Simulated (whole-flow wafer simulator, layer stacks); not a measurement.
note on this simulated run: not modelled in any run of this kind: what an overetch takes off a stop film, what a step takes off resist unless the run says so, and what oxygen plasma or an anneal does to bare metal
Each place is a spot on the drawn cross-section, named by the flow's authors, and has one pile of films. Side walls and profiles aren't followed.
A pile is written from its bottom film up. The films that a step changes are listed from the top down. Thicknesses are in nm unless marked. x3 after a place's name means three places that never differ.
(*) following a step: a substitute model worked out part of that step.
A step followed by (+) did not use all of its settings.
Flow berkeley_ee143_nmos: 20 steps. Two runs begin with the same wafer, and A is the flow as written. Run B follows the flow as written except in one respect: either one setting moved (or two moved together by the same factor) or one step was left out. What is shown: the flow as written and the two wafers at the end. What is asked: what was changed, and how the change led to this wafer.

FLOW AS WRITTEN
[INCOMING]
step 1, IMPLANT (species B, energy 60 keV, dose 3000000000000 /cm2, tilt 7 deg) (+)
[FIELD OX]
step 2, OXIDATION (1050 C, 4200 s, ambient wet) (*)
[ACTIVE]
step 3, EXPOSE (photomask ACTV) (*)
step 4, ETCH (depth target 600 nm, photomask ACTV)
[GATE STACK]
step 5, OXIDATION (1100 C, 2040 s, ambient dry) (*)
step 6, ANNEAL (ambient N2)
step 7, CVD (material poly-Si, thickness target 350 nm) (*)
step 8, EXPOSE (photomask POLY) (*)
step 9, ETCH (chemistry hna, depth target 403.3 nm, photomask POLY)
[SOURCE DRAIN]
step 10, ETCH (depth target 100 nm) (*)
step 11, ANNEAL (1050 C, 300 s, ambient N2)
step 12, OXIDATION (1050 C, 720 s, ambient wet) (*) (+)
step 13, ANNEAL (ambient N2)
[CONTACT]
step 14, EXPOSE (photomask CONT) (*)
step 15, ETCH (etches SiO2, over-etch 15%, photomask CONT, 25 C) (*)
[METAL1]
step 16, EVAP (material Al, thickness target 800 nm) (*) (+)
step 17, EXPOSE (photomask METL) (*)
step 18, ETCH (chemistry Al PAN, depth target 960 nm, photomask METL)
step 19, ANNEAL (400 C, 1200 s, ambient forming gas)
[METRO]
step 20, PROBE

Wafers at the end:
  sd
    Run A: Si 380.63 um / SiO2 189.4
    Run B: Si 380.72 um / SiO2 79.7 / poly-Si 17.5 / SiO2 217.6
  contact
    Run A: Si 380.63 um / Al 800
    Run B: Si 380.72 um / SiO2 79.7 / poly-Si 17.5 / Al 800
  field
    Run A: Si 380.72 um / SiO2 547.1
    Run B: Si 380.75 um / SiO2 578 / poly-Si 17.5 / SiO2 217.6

Cause: step 9, ETCH: depth target 236.8 nm was run, though the flow has depth target 403.3 nm.

Step by step, how the change led to this:
  step 9, ETCH (chemistry hna, depth target 403.3 nm, photomask POLY)
      sd, contact, field: A poly-Si loses 350 (all of it) | B poly-Si loses 236.8
  step 10, ETCH (depth target 100 nm) (*)
      sd, contact: A SiO2 loses 79.7 (all of it) | B nothing
      field: A SiO2 loses 100 | B nothing
  step 12, OXIDATION (1050 C, 720 s, ambient wet) (*) (+)
      sd, contact: A SiO2 gains 189.4 (new film), Si loses 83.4 | B SiO2 gains 217.6 (new film), poly-Si loses 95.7
      field: A SiO2 gains 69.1, Si loses 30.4 | B SiO2 gains 217.6 (new film), poly-Si loses 95.7
  step 15, ETCH (etches SiO2, over-etch 15%, photomask CONT, 25 C) (*)
      contact: A SiO2 loses 189.4 (all of it) | B SiO2 loses 217.6 (all of it)
